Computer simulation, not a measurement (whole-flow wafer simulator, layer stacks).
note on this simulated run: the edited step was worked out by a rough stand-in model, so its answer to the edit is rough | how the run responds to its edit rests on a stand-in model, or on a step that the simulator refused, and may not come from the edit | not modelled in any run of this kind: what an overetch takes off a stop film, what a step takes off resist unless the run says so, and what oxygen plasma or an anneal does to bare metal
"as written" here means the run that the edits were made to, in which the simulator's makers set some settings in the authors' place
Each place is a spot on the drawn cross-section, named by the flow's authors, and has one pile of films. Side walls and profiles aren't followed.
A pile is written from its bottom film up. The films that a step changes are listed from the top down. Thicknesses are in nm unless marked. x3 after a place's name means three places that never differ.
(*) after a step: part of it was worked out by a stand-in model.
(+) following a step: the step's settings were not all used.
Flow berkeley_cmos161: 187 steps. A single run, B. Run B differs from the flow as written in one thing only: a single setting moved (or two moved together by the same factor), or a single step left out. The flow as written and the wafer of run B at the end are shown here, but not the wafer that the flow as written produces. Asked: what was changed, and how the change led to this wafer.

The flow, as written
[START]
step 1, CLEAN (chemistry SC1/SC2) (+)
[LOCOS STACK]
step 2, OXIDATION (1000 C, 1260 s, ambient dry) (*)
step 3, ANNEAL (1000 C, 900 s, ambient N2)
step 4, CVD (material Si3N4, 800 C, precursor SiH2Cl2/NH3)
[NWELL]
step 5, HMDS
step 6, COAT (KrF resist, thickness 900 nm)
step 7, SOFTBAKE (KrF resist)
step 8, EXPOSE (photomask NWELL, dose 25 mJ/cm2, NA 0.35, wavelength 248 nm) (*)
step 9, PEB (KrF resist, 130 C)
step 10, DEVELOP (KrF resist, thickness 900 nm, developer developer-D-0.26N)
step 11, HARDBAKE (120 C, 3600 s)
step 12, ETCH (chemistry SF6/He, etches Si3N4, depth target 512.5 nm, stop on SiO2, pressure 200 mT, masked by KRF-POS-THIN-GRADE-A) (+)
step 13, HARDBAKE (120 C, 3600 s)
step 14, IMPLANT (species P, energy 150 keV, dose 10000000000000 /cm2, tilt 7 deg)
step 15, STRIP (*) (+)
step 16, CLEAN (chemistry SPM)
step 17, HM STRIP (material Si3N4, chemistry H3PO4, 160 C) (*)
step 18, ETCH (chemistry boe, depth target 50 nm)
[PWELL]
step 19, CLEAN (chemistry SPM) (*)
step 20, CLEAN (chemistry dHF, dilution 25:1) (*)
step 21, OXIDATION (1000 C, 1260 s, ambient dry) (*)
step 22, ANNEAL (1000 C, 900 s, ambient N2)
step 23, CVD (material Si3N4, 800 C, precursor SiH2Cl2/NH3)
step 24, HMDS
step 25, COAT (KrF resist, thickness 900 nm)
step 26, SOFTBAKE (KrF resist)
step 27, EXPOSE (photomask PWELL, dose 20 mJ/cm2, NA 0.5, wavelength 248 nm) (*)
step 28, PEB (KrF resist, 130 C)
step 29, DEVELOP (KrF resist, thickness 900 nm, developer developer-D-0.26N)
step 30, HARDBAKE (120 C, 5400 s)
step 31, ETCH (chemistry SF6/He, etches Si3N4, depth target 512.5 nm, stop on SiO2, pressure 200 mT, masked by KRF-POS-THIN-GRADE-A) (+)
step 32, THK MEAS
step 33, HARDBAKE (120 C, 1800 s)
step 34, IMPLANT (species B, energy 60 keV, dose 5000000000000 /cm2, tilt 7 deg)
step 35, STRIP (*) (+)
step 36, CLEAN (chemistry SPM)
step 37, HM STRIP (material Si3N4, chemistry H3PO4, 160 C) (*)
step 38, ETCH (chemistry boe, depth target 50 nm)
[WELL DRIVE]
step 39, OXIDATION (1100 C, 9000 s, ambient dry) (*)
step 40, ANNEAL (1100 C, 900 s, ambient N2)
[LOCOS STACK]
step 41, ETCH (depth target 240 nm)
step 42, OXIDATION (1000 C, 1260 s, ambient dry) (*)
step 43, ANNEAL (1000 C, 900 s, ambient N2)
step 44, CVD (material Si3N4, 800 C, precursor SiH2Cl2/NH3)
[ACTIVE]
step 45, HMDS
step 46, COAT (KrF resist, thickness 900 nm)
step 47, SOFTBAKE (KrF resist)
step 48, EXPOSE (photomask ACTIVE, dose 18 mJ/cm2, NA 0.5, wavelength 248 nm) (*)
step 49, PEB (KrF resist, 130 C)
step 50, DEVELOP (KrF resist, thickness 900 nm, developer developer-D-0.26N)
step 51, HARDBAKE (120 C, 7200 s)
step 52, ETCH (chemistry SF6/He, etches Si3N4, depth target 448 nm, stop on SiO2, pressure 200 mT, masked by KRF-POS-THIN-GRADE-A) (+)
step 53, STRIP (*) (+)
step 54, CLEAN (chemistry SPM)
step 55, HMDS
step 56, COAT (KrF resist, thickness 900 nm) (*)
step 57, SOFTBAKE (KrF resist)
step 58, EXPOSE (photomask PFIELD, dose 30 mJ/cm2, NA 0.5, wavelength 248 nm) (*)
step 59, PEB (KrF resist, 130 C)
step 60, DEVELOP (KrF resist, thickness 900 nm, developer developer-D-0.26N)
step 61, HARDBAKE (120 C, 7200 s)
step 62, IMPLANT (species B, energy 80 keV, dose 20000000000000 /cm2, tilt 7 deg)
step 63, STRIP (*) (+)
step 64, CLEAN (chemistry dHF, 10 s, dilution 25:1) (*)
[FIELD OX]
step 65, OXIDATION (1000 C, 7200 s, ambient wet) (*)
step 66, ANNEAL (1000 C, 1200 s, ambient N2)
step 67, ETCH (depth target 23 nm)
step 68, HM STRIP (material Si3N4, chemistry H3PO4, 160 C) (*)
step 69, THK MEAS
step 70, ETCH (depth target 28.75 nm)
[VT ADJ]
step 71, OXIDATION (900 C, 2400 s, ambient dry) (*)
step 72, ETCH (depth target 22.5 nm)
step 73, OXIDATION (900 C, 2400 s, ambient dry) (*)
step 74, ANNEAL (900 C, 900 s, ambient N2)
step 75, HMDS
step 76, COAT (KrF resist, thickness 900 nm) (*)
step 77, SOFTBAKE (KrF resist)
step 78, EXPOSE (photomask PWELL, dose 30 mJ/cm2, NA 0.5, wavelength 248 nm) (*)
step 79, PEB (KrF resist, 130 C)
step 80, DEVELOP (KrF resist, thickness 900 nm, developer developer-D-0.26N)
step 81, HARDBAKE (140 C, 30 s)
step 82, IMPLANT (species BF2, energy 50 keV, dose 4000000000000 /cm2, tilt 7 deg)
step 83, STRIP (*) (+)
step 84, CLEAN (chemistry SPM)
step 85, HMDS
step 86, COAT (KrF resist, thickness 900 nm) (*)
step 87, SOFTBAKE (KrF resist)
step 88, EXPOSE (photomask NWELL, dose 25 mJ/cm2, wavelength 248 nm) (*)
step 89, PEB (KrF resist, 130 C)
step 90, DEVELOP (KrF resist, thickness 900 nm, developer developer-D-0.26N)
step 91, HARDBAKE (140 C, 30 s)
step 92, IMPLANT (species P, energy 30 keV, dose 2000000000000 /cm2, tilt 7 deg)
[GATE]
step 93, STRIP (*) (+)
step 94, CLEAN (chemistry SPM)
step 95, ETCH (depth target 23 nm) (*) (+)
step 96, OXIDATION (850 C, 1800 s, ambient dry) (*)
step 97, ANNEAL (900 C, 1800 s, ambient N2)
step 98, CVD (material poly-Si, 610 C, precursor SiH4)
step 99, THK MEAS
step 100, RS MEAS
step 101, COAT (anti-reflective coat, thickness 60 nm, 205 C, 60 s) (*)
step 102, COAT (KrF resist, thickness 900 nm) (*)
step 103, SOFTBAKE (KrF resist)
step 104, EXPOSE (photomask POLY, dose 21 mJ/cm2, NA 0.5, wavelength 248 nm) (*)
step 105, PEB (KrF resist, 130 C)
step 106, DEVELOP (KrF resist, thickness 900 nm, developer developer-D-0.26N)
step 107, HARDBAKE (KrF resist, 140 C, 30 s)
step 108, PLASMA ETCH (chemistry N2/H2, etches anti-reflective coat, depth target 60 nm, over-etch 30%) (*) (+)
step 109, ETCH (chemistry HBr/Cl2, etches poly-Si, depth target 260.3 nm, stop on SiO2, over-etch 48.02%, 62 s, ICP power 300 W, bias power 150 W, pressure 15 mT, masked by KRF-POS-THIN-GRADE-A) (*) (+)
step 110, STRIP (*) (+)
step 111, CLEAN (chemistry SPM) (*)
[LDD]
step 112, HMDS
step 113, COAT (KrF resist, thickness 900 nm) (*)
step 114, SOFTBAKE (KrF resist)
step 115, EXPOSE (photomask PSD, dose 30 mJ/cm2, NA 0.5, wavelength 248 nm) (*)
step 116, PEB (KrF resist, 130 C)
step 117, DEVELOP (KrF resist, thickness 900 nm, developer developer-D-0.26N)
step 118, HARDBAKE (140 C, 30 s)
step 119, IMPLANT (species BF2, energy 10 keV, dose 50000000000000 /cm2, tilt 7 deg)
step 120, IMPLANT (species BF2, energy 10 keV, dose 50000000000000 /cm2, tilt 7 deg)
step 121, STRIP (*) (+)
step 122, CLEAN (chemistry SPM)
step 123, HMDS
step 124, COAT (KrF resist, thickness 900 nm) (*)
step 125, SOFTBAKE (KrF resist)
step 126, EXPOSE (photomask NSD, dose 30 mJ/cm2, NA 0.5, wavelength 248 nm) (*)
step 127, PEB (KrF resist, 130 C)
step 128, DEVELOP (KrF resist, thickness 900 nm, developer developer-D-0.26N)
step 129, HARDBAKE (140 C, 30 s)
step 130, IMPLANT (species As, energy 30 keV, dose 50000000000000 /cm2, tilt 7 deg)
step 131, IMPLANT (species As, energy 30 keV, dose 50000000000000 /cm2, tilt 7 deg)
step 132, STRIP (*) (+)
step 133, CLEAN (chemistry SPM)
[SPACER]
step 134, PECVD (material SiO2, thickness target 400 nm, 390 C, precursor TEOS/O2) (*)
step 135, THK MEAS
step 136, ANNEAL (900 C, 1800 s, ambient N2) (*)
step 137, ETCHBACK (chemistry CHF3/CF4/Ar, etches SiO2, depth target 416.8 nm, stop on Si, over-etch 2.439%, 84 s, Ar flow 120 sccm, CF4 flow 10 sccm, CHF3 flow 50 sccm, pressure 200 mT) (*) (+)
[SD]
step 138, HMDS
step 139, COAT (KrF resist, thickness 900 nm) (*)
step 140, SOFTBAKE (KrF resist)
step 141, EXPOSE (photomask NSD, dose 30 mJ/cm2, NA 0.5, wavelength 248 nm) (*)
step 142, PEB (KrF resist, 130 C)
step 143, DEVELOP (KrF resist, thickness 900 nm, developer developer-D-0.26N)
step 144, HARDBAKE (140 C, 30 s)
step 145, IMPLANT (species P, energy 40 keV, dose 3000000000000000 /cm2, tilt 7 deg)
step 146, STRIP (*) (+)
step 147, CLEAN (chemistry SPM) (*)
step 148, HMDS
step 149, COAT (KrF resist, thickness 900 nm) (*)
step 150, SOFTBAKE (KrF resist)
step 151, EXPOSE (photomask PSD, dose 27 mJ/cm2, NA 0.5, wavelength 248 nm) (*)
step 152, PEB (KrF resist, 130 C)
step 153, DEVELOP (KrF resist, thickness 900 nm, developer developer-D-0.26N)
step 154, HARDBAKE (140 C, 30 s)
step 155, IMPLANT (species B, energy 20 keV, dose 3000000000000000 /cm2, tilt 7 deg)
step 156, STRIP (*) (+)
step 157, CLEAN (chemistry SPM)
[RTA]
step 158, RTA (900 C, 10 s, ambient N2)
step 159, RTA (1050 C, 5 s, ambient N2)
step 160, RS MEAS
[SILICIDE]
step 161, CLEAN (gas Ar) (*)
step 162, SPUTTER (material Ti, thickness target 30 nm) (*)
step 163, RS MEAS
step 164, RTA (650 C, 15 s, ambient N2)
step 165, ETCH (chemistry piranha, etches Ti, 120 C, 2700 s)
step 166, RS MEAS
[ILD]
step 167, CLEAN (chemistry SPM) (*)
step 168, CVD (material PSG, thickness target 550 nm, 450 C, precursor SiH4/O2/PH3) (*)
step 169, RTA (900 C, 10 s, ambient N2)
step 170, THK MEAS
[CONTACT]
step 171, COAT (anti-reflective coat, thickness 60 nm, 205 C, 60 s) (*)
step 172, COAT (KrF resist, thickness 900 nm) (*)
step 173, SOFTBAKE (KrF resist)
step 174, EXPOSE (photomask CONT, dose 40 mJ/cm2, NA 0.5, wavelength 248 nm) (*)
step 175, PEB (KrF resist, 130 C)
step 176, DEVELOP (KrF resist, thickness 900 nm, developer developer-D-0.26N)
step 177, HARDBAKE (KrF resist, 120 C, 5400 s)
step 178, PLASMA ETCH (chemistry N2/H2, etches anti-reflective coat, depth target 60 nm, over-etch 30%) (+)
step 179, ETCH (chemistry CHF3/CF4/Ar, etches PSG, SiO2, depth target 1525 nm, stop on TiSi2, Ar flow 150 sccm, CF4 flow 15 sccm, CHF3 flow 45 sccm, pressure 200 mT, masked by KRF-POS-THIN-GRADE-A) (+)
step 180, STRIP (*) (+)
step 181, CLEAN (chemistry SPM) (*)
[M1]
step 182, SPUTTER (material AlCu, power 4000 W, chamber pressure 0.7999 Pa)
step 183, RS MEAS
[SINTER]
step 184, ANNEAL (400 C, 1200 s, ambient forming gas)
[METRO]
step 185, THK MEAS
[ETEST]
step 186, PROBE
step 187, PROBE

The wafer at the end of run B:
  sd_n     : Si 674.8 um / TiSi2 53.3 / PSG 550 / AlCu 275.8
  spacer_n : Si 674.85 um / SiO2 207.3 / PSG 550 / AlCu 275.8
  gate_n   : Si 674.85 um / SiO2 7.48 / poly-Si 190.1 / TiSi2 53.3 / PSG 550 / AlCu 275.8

Cause: step 42, OXIDATION: 1100 C was run, whereas the flow has 1000 C.

Step by step, how the change led to this:
  step 42, OXIDATION (1000 C, 1260 s, ambient dry) (*)
      field, sd_n, spacer_n and 6 more: SiO2 gains 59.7 (new film), Si loses 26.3 (in the flow as written it would be: SiO2 gains 26.6 (new film), Si loses 11.7)
  step 65, OXIDATION (1000 C, 7200 s, ambient wet) (*)
      field: SiO2 gains 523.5, Si loses 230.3 (in the flow as written it would be: SiO2 gains 545.5, Si loses 240)
      sd_n: SiO2 gains 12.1 (new film), Si3N4 loses 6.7, SiO2 gains 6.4, Si loses 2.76 (in the flow as written it would be: SiO2 gains 12.1 (new film), Si3N4 loses 6.7, SiO2 gains 0.25, Si loses 0.15)
      (as well as at 1 more place)
  step 70, ETCH (depth target 28.75 nm)
      spacer_n, spacer_p, contact: SiO2 loses 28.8 (in the flow as written it would be: SiO2 loses 24.8 (all of it))
      gate_n, gate_p, m1: SiO2 loses 28.7 (in the flow as written it would be: SiO2 loses 24.8 (all of it))
      (as well as at 2 more places)
  step 71, OXIDATION (900 C, 2400 s, ambient dry) (*)
      spacer_n, gate_n, spacer_p, gate_p, contact, m1: SiO2 gains 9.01, Si loses 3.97 (in the flow as written it would be: SiO2 gains 14.9 (new film), Si loses 6.57)
      sd_n: SiO2 gains 8.43, Si loses 3.71 (in the flow as written it would be: SiO2 gains 14.9 (new film), Si loses 6.57)
      (as well as at 1 more place)
  step 72, ETCH (depth target 22.5 nm)
      sd_n, spacer_n, gate_n, sd_p, spacer_p, gate_p, contact, m1: SiO2 loses 22.5 (in the flow as written it would be: SiO2 loses 14.9 (all of it))
  step 73, OXIDATION (900 C, 2400 s, ambient dry) (*)
      spacer_n, gate_n, spacer_p, gate_p, m1: SiO2 gains 8.99, Si loses 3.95 (in the flow as written it would be: SiO2 gains 14.9 (new film), Si loses 6.57)
      sd_n: SiO2 gains 8.4, Si loses 3.7 (in the flow as written it would be: SiO2 gains 14.9 (new film), Si loses 6.57)
      (as well as at 2 more places)
  step 95, ETCH (depth target 23 nm) (*) (+)
      sd_n, spacer_n, gate_n, sd_p, spacer_p, gate_p, contact, m1: SiO2 loses 23 (in the flow as written it would be: SiO2 loses 14.9 (all of it))
  step 96, OXIDATION (850 C, 1800 s, ambient dry) (*)
      spacer_n, gate_n, spacer_p, gate_p, contact, m1: SiO2 gains 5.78, Si loses 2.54 (in the flow as written it would be: SiO2 gains 7.48 (new film), Si loses 3.29)
      sd_n: SiO2 gains 4.82, Si loses 2.12 (in the flow as written it would be: SiO2 gains 7.48 (new film), Si loses 3.29)
      (as well as at 1 more place)
  step 101, COAT (anti-reflective coat, thickness 60 nm, 205 C, 60 s) (*)
      sd_n: anti-reflective coat gains 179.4 (new film) (in the flow as written it would be: anti-reflective coat gains 173.5 (new film))
      spacer_n: anti-reflective coat gains 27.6 (new film) (in the flow as written it would be: anti-reflective coat gains 28.7 (new film))
      (as well as at 3 more places)
  step 108, PLASMA ETCH (chemistry N2/H2, etches anti-reflective coat, depth target 60 nm, over-etch 30%) (*) (+)
      sd_n: anti-reflective coat loses 179.4 (all of it), poly-Si loses 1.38 (in the flow as written it would be: anti-reflective coat loses 173.5 (all of it), poly-Si loses 1.33)
      spacer_n: anti-reflective coat loses 27.6 (all of it), poly-Si loses 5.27 (in the flow as written it would be: anti-reflective coat loses 28.7 (all of it), poly-Si loses 5.05)
      (as well as at 2 more places)
  step 110, STRIP (*) (+)
      gate_n: chemical SiO2 gains 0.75 (new film), KrF resist loses 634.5 (all of it), anti-reflective coat loses 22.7 (all of it), poly-Si loses 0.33 (in the flow as written it would be: chemical SiO2 gains 0.75 (new film), KrF resist loses 626.8 (all of it), anti-reflective coat loses 23.7 (all of it), poly-Si loses 0.33)
  step 171, COAT (anti-reflective coat, thickness 60 nm, 205 C, 60 s) (*)
      sd_n: anti-reflective coat gains 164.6 (new film) (in the flow as written it would be: anti-reflective coat gains 149.7 (new film))
      sd_p: anti-reflective coat gains 93.7 (new film) (in the flow as written it would be: anti-reflective coat gains 91.6 (new film))
      (as well as at 1 more place)
  step 180, STRIP (*) (+)
      sd_n: KrF resist loses 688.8 (all of it), anti-reflective coat loses 164.6 (all of it) (in the flow as written it would be: KrF resist loses 692.5 (all of it), anti-reflective coat loses 149.7 (all of it))
      sd_p: KrF resist loses 785.3 (all of it), anti-reflective coat loses 93.7 (all of it) (in the flow as written it would be: KrF resist loses 777.2 (all of it), anti-reflective coat loses 91.6 (all of it))
      (as well as at 1 more place)
